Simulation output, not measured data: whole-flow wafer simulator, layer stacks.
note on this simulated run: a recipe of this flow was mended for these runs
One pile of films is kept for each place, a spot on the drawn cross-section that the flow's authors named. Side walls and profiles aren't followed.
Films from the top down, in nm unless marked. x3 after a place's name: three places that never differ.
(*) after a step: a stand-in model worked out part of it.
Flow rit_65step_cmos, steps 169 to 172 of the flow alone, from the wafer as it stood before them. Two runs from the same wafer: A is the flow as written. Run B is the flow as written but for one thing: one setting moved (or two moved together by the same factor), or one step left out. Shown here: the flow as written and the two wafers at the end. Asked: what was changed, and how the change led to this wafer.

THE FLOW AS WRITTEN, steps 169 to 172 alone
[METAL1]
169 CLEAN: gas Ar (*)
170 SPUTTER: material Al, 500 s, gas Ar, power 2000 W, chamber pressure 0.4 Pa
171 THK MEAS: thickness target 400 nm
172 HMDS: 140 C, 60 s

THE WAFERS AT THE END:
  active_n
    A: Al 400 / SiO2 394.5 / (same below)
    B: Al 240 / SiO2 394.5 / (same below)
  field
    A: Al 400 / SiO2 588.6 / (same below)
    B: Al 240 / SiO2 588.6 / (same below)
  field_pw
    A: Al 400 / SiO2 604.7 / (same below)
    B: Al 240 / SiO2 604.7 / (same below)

The cause: step 170, SPUTTER: 300 s was run, where the flow has 500 s.

How the change led to this, step by step:
  170 SPUTTER: material Al, 500 s, gas Ar, power 2000 W, chamber pressure 0.4 Pa
      field, field_pw, field_nw and 10 more: A Al +400 (new film) | B Al +240 (new film)
      contact: A Al +255.4 (new film) | B Al +158.2 (new film)
